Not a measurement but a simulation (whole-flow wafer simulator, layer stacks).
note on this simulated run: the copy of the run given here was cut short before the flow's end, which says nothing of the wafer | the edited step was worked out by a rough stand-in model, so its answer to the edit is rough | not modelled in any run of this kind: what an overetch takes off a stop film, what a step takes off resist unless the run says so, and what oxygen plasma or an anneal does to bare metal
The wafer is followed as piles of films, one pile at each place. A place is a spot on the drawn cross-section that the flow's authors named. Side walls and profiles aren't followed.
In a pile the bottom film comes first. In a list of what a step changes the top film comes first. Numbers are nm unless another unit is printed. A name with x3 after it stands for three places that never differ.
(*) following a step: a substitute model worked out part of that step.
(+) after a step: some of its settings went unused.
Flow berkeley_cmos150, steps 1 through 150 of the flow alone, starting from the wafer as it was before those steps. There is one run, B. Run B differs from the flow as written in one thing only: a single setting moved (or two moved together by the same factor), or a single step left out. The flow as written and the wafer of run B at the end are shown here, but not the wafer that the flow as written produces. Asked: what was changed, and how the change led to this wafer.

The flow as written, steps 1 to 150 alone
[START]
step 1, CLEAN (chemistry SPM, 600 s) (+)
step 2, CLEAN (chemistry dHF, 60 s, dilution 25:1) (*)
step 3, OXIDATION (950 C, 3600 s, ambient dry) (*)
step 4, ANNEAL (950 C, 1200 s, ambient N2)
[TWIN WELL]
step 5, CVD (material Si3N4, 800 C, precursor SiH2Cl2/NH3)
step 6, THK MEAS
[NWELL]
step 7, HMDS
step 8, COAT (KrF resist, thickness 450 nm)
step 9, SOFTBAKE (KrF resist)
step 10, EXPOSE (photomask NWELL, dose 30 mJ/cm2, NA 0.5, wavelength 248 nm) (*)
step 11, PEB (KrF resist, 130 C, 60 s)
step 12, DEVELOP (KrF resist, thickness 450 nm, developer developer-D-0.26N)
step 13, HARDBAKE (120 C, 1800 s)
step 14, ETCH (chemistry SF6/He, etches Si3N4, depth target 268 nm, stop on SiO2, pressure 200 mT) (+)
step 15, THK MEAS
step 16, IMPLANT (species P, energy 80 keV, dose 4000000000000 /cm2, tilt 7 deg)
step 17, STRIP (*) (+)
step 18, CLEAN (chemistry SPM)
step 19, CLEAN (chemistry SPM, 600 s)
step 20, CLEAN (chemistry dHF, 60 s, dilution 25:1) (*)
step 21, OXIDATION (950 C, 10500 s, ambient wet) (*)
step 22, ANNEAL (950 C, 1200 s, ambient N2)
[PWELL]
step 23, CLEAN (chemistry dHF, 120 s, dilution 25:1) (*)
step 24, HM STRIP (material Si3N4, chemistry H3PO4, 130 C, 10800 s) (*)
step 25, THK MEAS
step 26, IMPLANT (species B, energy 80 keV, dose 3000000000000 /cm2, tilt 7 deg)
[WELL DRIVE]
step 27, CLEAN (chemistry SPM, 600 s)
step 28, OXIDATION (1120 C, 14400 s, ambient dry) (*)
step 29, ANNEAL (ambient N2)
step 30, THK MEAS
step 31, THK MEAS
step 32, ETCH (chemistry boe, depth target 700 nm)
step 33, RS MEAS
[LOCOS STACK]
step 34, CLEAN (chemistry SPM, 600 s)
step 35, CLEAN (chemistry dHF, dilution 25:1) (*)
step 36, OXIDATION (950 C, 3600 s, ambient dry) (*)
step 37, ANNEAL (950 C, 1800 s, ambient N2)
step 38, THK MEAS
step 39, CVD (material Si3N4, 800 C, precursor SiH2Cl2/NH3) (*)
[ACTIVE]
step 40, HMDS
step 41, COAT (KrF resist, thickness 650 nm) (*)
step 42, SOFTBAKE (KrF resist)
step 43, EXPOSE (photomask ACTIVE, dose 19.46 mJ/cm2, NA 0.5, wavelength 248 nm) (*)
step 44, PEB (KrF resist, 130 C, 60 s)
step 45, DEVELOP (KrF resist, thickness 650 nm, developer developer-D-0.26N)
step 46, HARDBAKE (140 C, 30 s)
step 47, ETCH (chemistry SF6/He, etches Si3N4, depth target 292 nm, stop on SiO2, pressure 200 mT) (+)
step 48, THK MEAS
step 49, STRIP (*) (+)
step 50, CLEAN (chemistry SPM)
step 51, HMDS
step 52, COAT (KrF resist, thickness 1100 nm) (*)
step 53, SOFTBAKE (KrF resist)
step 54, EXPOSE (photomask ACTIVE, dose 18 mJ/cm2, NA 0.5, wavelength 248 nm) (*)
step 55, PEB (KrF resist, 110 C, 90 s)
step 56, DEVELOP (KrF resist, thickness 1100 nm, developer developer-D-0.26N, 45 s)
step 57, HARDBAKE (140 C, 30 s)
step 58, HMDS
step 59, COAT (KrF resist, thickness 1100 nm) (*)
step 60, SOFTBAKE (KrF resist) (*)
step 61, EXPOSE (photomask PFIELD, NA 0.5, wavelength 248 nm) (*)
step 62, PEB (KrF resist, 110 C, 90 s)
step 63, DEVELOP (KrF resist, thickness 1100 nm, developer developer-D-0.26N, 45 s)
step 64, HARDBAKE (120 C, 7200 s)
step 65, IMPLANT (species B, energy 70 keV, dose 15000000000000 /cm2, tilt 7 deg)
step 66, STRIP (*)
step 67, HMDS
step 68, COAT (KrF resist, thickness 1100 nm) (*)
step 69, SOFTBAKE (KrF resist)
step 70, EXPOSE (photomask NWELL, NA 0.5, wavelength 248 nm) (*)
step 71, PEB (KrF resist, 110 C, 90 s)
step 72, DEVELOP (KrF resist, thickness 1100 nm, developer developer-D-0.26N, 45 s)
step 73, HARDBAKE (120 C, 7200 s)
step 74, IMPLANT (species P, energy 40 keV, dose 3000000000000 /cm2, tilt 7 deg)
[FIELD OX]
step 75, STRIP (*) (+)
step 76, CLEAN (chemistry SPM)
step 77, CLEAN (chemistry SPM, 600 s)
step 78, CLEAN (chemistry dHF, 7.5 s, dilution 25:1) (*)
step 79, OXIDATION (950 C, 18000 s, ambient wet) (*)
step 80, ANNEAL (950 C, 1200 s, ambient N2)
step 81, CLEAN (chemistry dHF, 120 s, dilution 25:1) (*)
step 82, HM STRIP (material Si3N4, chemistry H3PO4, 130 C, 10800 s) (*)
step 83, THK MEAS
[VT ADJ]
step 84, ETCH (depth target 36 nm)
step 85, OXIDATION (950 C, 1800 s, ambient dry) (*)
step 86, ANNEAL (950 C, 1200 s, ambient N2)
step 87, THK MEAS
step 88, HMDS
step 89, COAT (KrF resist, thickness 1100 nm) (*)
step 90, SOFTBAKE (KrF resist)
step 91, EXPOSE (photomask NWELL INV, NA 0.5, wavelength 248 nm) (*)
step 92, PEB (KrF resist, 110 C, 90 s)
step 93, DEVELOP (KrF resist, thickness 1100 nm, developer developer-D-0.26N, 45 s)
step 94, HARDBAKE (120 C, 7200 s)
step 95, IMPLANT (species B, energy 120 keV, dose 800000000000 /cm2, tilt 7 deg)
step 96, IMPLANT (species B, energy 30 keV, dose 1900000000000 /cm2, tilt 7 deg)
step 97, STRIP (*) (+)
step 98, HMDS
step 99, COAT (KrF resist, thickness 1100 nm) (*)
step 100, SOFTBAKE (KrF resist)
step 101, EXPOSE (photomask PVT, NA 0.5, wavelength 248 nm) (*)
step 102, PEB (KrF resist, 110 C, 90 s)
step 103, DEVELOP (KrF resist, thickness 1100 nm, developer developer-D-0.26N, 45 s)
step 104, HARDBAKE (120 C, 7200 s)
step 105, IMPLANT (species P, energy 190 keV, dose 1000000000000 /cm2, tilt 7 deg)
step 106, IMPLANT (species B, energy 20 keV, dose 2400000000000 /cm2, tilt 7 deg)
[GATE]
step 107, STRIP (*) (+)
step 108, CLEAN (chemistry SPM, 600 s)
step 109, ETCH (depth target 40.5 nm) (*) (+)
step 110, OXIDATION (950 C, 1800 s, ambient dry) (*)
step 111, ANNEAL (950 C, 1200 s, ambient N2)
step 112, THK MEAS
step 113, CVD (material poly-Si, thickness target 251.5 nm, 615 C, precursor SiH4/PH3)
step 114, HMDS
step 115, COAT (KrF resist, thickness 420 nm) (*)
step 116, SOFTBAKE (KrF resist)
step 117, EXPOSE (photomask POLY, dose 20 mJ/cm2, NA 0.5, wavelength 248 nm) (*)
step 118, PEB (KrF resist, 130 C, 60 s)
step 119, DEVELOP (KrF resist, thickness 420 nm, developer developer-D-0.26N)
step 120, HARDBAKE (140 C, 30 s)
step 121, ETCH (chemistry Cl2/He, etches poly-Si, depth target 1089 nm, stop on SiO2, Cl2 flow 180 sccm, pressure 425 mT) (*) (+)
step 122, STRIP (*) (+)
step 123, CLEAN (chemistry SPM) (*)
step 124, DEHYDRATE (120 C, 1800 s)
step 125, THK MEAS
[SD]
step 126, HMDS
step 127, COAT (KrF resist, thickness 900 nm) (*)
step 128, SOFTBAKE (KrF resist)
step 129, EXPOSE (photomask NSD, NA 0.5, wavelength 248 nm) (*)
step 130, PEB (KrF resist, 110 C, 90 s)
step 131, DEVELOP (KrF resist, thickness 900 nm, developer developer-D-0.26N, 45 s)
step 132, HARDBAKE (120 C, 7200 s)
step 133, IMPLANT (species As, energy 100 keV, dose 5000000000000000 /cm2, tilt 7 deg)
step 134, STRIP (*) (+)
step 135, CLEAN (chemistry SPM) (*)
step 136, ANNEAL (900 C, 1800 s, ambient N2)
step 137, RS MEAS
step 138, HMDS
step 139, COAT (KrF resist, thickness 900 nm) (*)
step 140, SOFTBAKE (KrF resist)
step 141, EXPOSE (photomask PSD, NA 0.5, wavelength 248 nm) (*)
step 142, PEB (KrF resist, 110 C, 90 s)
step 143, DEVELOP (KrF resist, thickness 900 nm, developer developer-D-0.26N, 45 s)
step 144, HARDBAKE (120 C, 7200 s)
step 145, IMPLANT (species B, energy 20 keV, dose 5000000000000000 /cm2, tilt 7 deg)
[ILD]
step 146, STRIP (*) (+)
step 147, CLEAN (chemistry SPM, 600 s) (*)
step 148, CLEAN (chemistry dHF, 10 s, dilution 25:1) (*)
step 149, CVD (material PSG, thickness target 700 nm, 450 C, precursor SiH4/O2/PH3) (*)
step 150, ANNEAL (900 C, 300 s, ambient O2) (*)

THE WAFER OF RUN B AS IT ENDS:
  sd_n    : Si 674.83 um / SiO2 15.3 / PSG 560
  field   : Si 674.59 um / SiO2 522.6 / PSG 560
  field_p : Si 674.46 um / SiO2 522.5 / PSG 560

The reason: step 149, CVD: thickness target 560 nm was run, while the flow as written has thickness target 700 nm.
One can read it off the wafer: sd_n has PSG 560, and step 149 as written asks for 700 nm.

Step by step, how the change led to this:
  step 149, CVD (material PSG, thickness target 700 nm, 450 C, precursor SiH4/O2/PH3) (*)
      field, field_p, sd_n, gate_n, gate_p, contact, m1: +560 PSG (new film) (in the flow as written it would be: +700 PSG (new film))
      sd_p: +514.8 PSG (new film) (in the flow as written it would be: +639.5 PSG (new film))
